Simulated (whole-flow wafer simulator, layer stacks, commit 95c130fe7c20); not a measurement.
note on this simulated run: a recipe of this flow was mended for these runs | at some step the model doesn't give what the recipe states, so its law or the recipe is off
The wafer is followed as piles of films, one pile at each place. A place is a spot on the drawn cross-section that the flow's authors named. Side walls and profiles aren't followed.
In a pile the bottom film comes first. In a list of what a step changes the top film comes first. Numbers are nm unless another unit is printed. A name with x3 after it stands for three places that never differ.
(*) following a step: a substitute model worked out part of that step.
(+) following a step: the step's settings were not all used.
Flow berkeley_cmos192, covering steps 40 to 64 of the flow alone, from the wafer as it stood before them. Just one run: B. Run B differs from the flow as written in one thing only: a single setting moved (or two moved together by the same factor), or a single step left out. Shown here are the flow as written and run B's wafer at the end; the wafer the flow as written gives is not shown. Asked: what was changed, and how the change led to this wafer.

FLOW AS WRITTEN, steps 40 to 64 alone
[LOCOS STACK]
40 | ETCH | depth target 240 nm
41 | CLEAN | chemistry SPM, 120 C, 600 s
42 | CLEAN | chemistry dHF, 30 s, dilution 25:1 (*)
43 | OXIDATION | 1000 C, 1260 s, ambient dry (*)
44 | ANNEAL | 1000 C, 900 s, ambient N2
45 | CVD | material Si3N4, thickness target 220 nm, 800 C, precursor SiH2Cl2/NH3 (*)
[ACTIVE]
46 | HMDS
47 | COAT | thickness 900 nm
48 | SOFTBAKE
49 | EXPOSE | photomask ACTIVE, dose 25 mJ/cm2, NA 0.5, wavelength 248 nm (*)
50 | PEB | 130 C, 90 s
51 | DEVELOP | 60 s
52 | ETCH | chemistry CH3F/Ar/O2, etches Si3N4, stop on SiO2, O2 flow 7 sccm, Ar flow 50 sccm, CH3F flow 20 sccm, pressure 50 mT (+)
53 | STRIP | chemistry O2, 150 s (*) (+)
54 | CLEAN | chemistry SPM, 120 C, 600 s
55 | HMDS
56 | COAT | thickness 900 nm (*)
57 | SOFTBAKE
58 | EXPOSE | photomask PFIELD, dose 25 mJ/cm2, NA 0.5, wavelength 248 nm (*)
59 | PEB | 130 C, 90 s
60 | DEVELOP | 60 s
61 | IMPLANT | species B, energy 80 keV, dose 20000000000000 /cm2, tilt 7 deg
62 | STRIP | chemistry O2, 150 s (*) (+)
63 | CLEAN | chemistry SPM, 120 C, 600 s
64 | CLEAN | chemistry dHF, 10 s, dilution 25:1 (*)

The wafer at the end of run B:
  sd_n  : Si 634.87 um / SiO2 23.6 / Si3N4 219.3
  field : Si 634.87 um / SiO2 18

The reason: step 43, OXIDATION: 1008 s was run, whereas the flow has 1260 s.

How this came from the change, step by step:
  43 | OXIDATION | 1000 C, 1260 s, ambient dry (*)
      field, sd_n, spacer_n and 6 more: SiO2 gains 23.6 (new film), Si loses 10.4 (it would be, as written: SiO2 gains 26.6 (new film), Si loses 11.7)
